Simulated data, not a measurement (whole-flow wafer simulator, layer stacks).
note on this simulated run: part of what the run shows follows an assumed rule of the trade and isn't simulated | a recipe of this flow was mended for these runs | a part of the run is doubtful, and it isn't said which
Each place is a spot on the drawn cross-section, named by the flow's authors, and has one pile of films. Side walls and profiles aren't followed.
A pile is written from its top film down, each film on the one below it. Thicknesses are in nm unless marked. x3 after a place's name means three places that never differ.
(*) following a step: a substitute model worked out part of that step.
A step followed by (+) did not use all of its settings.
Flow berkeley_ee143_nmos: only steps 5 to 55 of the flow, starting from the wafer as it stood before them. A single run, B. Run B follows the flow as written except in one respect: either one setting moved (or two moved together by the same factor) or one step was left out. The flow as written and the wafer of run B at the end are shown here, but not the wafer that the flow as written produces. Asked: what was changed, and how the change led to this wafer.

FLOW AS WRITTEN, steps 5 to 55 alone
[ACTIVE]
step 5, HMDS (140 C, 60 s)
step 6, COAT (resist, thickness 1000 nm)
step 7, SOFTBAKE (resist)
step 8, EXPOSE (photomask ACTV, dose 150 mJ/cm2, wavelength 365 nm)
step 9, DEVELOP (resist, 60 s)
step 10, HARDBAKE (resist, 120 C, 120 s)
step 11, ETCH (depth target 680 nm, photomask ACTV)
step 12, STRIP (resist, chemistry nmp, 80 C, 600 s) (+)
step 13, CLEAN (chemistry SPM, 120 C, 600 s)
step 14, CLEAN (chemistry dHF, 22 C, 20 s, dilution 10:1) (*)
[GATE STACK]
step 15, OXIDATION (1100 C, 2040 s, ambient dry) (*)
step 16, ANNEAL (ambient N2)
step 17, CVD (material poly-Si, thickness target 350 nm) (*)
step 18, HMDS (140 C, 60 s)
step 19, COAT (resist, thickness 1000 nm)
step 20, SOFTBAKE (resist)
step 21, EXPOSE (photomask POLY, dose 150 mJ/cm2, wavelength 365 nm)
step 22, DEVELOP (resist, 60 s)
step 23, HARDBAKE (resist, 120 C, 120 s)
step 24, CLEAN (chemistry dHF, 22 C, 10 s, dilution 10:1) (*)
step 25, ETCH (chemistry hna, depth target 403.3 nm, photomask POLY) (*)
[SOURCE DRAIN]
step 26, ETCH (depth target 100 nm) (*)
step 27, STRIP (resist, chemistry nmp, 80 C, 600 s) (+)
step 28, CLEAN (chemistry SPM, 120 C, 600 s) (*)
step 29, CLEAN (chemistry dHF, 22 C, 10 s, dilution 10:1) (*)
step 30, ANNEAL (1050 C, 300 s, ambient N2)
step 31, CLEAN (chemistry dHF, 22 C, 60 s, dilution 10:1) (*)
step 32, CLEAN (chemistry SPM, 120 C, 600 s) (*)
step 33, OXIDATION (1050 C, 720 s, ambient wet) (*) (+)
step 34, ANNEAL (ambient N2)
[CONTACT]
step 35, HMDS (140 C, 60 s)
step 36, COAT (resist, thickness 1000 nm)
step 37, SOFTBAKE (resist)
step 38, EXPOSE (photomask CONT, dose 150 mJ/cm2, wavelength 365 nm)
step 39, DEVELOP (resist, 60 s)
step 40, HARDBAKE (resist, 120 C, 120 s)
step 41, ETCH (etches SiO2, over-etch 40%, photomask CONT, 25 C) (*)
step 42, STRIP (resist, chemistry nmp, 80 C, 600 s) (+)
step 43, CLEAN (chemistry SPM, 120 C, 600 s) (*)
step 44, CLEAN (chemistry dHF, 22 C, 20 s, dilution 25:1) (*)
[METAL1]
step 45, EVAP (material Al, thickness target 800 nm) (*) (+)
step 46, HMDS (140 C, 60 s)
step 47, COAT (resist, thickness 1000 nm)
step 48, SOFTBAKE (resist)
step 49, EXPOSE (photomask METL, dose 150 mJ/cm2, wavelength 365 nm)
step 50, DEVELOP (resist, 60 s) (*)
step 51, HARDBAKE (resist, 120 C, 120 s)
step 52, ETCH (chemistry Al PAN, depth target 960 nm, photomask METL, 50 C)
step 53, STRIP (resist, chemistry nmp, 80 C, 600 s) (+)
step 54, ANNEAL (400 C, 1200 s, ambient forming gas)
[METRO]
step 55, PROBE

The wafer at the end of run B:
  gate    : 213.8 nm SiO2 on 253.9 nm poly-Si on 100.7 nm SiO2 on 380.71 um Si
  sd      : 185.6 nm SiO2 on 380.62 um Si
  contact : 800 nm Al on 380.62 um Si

Cause: step 15, OXIDATION: 3000 s was run, while the flow as written has 2040 s.

The path from the change to this, step by step:
  step 15, OXIDATION (1100 C, 2040 s, ambient dry) (*)
      gate, sd, contact: +100.7 SiO2 (new film), -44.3 Si (as written it would have been: +79.7 SiO2 (new film), -35.1 Si)
      field: +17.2 SiO2, -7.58 Si (as written it would have been: +11.8 SiO2, -5.18 Si)
  step 26, ETCH (depth target 100 nm) (*)
      sd, contact: -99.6 SiO2 (all of it) (as written it would have been: -78.6 SiO2 (all of it))
